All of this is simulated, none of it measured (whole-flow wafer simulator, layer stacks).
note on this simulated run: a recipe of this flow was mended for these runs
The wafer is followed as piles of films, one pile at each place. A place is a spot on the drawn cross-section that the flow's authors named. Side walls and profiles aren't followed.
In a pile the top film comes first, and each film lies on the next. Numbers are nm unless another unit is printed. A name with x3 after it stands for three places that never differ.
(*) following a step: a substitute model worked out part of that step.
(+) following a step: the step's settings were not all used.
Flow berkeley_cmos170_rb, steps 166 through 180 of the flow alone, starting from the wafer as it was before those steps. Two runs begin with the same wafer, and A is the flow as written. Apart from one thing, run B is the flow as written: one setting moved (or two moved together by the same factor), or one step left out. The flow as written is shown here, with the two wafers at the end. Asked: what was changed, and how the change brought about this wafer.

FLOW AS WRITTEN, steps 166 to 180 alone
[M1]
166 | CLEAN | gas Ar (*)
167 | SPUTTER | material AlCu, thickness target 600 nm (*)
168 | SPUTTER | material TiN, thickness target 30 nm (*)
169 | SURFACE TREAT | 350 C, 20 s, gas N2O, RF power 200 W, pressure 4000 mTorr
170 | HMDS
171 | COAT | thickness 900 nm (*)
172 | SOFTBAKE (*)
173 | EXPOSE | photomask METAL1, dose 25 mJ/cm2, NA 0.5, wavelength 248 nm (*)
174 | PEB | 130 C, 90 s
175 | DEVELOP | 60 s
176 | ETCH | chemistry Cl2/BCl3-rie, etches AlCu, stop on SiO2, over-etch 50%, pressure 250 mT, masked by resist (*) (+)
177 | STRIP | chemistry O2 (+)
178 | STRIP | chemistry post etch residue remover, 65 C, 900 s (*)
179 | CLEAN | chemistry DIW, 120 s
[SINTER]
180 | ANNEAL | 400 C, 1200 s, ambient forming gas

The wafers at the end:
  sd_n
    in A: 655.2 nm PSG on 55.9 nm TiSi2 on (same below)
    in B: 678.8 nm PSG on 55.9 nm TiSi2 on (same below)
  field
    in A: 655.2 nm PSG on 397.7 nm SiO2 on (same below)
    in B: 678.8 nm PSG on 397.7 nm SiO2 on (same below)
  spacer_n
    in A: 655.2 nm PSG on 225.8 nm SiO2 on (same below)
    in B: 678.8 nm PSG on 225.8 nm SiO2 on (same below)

The reason: step 176, ETCH: over-etch 20% was run, whereas the flow has over-etch 50%.

The path from the change to this, step by step:
  176 | ETCH | chemistry Cl2/BCl3-rie, etches AlCu, stop on SiO2, over-etch 50%, pressure 250 mT, masked by resist (*) (+)
      field, sd_n, spacer_n, gate, spacer_p, gate_p: A -30 TiN (all of it), -600 AlCu (all of it), -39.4 PSG | B -30 TiN (all of it), -600 AlCu (all of it), -15.8 PSG
      contact, m1: A -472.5 KrF-resist | B -378 KrF-resist
      (as well as at 1 more place)
  177 | STRIP | chemistry O2 (+)
      contact: A -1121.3 KrF-resist (all of it) | B -1215.8 KrF-resist (all of it)
      m1: A -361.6 KrF-resist (all of it) | B -456.1 KrF-resist (all of it)
